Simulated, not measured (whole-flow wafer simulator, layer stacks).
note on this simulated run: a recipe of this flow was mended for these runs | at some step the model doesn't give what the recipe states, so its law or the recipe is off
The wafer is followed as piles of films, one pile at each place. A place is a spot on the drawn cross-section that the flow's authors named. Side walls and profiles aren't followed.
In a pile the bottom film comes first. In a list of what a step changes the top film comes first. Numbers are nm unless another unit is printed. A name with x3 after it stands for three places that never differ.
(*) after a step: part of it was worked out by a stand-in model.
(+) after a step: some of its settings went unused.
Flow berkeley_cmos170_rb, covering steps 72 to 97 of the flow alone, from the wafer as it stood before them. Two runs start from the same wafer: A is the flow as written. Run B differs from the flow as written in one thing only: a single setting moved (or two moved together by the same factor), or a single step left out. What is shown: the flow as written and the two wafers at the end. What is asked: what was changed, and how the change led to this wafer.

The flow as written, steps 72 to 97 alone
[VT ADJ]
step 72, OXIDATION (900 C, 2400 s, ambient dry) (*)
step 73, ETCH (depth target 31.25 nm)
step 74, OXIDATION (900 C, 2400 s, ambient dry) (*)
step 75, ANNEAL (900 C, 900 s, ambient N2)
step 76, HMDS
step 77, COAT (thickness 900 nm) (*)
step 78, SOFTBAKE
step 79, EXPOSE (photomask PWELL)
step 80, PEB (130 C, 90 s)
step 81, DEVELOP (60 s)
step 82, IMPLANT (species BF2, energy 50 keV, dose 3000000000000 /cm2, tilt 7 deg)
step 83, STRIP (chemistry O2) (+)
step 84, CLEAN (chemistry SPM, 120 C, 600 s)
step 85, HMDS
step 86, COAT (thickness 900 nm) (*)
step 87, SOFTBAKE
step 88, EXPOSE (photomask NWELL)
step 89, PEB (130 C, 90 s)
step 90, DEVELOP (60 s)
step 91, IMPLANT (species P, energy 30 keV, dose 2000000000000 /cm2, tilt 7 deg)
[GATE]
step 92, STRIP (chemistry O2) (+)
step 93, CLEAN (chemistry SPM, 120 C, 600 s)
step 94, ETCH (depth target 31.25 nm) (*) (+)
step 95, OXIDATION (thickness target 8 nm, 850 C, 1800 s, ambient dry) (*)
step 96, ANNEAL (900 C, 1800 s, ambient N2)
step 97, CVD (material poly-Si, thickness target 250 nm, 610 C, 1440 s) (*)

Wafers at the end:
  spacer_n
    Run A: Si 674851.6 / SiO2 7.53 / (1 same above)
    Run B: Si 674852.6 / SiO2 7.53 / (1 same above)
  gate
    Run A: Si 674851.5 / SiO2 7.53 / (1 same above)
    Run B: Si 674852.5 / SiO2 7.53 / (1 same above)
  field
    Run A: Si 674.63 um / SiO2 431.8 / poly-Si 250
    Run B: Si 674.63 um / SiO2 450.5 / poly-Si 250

Cause: step 73, ETCH: depth target 12.5 nm was run, though the flow has depth target 31.25 nm.

Step by step, how the change led to this:
  step 73, ETCH (depth target 31.25 nm)
      sd_n, spacer_n, gate, sd_p, spacer_p, gate_p, contact, m1: A -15 SiO2 (all of it) | B -12.5 SiO2
      field: A -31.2 SiO2 | B -12.5 SiO2
  step 74, OXIDATION (900 C, 2400 s, ambient dry) (*)
      sd_n, spacer_n, gate, sd_p, spacer_p, gate_p, contact, m1: A +15 SiO2 (new film), -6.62 Si | B +12.7 SiO2, -5.59 Si
